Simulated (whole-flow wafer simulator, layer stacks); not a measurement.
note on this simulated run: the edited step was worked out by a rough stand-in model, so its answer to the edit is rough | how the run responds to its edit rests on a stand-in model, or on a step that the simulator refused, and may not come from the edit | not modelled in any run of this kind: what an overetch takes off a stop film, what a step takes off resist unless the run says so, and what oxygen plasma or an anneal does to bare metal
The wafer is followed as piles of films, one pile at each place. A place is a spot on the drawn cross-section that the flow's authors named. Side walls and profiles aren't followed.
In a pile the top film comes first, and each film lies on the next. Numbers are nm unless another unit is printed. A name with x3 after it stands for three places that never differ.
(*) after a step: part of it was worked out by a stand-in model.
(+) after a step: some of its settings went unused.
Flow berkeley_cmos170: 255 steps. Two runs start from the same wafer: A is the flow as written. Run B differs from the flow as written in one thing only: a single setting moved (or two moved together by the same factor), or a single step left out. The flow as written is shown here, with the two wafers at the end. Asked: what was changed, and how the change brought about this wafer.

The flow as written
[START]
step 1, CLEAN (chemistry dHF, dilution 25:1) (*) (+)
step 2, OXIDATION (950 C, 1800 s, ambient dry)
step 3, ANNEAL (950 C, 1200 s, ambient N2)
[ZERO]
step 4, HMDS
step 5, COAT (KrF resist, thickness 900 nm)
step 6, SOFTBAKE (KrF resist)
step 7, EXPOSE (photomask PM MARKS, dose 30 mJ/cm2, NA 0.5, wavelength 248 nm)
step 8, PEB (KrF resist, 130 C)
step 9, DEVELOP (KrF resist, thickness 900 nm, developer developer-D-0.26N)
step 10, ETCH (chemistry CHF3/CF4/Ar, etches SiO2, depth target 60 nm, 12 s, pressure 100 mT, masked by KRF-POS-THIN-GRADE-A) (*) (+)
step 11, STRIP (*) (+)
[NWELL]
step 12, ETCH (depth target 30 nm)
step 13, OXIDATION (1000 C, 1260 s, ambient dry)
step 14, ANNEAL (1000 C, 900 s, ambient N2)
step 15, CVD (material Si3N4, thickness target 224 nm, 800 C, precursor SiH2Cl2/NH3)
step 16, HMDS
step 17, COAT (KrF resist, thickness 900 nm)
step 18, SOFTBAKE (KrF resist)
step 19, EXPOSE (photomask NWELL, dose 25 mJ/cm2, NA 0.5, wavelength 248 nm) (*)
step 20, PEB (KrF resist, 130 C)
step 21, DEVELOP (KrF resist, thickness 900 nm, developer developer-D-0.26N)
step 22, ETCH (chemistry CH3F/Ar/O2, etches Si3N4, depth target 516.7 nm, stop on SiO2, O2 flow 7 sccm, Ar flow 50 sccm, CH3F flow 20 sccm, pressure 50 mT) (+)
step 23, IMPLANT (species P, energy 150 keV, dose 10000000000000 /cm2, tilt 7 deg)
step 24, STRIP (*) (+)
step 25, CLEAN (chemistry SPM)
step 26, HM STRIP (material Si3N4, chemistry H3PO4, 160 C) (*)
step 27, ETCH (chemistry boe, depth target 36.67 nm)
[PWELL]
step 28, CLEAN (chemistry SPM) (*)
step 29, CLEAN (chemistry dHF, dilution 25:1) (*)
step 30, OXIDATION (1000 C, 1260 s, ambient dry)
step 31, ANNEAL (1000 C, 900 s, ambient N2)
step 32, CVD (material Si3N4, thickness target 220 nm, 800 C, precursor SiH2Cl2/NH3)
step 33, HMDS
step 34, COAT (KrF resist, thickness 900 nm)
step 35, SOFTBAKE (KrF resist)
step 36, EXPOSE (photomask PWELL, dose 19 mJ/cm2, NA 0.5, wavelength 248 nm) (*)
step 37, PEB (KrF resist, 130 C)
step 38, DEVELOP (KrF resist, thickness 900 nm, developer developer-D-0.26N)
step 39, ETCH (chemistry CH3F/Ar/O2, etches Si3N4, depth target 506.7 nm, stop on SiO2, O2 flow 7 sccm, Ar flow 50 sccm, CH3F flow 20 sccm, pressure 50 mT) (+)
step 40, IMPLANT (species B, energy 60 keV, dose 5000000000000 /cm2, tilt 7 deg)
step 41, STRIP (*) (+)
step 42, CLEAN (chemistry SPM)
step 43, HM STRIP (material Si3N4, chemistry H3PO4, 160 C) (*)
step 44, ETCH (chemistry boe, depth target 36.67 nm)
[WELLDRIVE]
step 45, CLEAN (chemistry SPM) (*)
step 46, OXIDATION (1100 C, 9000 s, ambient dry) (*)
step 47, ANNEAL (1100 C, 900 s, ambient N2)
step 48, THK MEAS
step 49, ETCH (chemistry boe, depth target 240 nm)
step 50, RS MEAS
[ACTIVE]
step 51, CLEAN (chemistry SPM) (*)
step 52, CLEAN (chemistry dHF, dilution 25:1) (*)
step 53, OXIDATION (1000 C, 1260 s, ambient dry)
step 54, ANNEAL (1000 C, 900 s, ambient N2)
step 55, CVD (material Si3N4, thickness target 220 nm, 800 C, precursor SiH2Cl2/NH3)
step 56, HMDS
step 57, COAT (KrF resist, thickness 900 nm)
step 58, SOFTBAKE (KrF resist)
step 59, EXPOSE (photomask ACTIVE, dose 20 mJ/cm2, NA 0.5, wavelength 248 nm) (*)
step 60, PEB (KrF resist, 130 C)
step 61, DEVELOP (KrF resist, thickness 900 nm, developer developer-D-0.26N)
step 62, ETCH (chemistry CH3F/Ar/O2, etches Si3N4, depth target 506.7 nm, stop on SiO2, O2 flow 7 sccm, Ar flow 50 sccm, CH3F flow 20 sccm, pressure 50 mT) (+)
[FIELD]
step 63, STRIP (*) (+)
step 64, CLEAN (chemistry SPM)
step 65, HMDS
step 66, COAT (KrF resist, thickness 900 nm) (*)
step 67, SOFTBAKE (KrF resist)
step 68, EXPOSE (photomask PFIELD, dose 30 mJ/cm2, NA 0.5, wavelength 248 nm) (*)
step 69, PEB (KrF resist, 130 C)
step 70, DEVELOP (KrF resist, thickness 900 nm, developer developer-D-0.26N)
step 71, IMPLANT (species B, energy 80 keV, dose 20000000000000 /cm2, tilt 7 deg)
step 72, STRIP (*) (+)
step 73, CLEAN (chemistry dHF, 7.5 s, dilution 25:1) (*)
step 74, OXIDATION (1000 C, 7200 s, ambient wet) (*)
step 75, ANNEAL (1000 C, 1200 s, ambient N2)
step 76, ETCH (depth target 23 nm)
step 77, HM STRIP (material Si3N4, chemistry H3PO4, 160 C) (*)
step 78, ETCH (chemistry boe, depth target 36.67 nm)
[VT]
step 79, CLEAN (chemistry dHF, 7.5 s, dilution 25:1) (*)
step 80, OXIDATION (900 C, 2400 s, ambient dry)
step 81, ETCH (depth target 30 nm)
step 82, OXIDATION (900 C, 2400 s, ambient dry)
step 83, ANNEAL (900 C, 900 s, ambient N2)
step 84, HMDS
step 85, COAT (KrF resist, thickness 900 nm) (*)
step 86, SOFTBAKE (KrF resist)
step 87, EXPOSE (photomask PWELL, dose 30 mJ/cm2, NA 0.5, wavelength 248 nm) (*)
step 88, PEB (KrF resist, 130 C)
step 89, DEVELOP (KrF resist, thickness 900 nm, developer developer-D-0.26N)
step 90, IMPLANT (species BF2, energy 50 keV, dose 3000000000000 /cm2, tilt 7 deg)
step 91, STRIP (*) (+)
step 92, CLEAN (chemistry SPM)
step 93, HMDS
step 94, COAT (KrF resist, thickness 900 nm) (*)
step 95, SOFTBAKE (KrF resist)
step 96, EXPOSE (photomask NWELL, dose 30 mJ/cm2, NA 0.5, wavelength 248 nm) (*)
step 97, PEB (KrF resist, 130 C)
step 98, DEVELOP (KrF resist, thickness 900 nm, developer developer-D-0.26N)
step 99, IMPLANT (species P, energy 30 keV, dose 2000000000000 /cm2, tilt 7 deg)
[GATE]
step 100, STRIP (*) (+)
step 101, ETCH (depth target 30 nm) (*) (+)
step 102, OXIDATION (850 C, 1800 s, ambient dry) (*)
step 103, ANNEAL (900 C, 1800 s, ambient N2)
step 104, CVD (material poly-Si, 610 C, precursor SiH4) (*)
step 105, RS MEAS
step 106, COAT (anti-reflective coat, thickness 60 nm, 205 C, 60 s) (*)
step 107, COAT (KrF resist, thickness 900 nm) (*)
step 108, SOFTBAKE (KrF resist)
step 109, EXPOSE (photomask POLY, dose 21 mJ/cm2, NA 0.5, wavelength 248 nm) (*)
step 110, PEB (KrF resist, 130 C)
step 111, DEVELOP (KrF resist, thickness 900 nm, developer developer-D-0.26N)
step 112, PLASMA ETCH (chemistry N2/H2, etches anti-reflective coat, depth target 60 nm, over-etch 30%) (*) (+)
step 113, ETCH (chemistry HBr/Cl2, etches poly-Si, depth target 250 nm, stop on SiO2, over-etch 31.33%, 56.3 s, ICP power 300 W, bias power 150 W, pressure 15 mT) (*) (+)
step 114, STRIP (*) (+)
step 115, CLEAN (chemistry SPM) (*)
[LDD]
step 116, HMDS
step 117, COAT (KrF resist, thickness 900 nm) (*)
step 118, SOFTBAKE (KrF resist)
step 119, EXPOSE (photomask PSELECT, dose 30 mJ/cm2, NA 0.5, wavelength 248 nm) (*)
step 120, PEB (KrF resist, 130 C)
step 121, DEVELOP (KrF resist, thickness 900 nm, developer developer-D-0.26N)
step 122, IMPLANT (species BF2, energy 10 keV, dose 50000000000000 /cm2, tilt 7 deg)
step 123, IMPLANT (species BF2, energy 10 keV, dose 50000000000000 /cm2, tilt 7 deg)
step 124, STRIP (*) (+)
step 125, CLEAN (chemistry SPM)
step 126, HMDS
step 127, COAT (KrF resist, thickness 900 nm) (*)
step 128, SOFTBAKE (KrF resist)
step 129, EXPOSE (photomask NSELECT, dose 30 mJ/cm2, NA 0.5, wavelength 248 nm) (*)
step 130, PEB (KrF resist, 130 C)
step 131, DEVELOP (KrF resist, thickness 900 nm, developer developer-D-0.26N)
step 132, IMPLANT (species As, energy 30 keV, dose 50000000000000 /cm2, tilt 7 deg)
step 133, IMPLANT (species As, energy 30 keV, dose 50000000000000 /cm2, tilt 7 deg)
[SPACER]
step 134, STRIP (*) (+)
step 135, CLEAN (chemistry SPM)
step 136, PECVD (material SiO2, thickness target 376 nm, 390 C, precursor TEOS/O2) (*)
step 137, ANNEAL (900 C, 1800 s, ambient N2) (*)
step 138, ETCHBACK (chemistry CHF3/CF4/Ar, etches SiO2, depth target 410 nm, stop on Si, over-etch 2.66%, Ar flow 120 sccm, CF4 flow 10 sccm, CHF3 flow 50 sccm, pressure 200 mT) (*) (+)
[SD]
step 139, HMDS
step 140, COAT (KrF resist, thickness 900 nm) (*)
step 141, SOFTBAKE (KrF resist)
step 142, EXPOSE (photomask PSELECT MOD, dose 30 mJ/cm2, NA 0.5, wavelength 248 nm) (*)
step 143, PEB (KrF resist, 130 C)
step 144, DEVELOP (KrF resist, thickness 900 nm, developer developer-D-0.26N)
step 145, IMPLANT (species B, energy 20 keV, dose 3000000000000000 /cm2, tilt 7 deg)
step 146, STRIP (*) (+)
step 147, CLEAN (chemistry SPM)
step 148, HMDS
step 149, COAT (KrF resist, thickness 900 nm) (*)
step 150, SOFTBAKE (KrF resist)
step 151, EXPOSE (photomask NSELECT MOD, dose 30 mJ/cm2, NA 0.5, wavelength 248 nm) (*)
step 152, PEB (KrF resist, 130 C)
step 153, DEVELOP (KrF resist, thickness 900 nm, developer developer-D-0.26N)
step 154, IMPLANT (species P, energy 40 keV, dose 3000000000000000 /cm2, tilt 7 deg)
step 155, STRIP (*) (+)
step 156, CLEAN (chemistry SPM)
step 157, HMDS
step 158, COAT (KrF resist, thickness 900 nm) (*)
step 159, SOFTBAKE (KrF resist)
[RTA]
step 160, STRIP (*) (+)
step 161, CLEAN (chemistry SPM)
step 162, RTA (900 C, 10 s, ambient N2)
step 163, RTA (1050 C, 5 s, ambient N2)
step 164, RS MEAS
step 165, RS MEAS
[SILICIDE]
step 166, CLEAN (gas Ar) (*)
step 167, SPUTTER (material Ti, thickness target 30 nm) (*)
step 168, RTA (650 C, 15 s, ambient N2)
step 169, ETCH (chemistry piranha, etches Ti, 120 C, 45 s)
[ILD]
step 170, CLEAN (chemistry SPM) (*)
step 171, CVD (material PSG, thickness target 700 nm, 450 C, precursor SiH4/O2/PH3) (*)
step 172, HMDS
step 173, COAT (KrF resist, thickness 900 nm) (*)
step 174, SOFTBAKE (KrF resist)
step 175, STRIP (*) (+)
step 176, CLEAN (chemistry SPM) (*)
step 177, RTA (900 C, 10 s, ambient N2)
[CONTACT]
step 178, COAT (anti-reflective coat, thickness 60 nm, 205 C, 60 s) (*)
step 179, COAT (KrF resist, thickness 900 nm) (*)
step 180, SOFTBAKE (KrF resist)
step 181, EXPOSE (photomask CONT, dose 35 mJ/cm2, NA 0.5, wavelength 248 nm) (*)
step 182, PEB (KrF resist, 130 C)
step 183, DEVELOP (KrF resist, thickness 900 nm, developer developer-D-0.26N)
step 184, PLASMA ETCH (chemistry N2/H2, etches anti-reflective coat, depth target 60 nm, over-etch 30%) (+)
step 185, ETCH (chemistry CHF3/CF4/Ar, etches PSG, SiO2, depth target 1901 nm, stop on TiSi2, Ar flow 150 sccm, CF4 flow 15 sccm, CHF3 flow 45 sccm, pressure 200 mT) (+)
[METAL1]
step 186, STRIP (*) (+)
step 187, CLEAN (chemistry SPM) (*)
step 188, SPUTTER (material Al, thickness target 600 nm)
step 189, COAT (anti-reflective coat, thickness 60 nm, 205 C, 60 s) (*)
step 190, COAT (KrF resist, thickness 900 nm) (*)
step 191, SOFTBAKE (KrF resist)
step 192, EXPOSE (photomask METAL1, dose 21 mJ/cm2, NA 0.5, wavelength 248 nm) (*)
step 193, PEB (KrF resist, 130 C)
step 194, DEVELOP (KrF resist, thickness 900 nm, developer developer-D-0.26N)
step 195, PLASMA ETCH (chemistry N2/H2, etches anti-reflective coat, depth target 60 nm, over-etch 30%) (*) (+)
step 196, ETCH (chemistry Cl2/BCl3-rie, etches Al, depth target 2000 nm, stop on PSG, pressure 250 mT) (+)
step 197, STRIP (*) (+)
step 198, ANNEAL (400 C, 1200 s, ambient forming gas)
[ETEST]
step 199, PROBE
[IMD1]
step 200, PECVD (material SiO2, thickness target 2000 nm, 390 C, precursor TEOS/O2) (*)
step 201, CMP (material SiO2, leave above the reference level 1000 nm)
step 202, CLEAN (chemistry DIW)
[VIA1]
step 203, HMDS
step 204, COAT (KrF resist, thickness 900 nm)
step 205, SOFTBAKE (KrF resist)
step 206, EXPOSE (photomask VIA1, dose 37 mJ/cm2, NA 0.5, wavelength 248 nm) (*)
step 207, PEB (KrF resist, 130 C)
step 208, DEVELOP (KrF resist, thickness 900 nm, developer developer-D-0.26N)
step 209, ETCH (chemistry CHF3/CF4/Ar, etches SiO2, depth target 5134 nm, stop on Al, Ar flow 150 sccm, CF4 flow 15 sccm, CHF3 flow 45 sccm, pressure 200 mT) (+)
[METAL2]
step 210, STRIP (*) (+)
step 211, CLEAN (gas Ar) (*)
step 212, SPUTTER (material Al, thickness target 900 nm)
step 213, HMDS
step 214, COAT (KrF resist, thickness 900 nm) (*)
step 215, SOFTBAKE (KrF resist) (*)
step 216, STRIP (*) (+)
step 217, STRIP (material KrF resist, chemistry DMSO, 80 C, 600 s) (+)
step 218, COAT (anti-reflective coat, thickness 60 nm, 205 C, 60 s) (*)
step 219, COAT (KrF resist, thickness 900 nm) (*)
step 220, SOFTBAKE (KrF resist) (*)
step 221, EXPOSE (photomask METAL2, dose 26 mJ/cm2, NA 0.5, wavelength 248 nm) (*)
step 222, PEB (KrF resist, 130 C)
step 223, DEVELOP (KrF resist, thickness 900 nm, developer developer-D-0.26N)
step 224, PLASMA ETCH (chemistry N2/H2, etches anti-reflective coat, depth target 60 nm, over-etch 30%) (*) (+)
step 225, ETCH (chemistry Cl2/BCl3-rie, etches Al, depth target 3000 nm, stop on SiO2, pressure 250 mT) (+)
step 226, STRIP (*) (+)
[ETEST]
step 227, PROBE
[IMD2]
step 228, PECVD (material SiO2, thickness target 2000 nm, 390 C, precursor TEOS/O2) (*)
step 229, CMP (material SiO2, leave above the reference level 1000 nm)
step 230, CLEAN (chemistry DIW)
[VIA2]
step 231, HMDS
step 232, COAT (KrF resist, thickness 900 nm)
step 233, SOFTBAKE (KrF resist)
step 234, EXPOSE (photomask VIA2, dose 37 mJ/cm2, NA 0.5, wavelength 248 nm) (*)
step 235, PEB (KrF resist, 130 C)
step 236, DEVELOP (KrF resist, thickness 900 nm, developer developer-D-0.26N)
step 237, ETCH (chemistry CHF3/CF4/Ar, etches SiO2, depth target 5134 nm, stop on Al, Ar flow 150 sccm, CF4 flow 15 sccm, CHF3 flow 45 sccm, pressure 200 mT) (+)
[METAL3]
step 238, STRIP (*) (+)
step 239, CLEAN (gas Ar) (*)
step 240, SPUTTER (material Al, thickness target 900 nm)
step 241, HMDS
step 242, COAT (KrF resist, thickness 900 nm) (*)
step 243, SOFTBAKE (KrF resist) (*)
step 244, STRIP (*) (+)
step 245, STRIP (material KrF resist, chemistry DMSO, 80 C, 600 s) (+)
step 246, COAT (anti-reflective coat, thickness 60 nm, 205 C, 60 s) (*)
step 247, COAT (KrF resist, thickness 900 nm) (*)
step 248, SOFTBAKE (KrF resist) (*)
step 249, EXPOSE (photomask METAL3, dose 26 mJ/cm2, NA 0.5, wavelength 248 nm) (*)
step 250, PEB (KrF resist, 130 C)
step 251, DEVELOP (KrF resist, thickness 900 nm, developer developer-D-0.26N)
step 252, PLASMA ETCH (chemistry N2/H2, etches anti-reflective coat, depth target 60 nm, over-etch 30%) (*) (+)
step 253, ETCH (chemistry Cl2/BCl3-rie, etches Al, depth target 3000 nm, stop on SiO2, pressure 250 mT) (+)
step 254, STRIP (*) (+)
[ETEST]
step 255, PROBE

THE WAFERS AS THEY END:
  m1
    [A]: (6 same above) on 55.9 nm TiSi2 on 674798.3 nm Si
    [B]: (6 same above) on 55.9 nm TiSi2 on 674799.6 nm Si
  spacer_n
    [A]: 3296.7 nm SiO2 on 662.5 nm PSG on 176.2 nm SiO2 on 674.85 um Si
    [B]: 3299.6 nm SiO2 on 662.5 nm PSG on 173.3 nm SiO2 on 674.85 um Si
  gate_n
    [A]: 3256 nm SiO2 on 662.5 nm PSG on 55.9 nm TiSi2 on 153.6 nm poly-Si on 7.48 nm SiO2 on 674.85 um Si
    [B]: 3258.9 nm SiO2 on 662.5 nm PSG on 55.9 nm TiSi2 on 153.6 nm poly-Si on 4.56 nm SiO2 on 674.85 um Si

The reason: step 102, OXIDATION: 720 s was run, while the flow as written has 1800 s.

Step by step, how the change led to this:
  step 102, OXIDATION (850 C, 1800 s, ambient dry) (*)
      sd_n, spacer_n, gate_n and 8 more: A SiO2 gains 7.48 (new film), Si loses 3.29 | B SiO2 gains 4.56 (new film), Si loses 2.01
